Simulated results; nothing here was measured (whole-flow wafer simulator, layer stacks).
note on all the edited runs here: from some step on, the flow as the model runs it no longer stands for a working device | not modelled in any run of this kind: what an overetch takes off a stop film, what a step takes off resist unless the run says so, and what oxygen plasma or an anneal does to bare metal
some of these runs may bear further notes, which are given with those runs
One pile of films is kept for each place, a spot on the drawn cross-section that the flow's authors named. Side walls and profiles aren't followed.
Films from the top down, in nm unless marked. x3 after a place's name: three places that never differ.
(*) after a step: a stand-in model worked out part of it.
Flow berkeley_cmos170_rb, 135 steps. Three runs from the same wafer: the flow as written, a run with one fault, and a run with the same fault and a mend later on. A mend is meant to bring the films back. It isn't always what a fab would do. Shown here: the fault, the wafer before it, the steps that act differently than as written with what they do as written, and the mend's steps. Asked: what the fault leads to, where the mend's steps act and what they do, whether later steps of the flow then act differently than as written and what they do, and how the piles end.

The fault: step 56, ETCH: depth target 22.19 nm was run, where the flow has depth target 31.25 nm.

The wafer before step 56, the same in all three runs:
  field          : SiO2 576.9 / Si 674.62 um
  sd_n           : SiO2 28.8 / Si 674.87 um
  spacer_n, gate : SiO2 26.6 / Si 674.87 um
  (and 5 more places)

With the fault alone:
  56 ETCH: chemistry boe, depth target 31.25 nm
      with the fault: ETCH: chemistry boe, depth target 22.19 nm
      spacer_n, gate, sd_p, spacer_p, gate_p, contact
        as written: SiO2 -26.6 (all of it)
        with the fault: SiO2 -22.2
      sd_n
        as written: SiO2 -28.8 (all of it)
        with the fault: SiO2 -22.2
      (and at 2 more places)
  Later steps of the flow that act differently than as written (31 more steps differ only slightly, by at most 2% or 0.5 nm, whichever is larger, and aren't shown):
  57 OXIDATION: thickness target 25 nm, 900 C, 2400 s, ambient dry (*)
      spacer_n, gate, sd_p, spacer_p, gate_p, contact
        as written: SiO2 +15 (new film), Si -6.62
        with the fault: SiO2 +13, Si -5.74
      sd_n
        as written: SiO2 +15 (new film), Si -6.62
        with the fault: SiO2 +12.8, Si -5.63
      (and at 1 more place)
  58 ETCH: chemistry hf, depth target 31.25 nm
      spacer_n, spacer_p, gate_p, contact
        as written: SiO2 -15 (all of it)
        with the fault: SiO2 -17.4 (all of it)
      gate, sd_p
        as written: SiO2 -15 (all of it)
        with the fault: SiO2 -17.5 (all of it)
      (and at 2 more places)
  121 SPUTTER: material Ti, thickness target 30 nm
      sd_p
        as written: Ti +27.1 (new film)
        with the fault: Ti +25.1 (new film)
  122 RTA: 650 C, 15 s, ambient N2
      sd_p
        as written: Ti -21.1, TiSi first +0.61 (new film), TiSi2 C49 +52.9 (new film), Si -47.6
        with the fault: Ti -19.6, TiSi2 C49 +49.8 (new film), Si -44.4
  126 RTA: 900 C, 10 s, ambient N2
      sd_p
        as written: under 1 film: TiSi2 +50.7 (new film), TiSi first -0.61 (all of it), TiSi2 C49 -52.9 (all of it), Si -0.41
        with the fault: under 1 film: TiSi2 +46.9 (new film), TiSi2 C49 -49.8 (all of it)
  At the end the piles differ from the flow's by more than 2% or 0.5 nm, whichever is larger, at sd_p.
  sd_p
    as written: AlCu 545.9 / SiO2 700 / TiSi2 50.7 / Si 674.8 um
    with the fault: AlCu 542 / SiO2 700 / TiSi2 46.9 / Si 674.81 um

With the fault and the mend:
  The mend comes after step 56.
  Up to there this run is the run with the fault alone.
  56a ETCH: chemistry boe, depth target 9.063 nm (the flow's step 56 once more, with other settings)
      spacer_n, spacer_p, gate_p, contact
        SiO2 -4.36 (all of it)
      gate, sd_p
        SiO2 -4.44 (all of it)
      field
        SiO2 -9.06
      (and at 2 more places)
  No later step of the flow acts differently than as written, at any place that is followed, by more than 2% or 0.5 nm, whichever is larger.
  At the end the piles are the same as the flow's at every place that both follow.
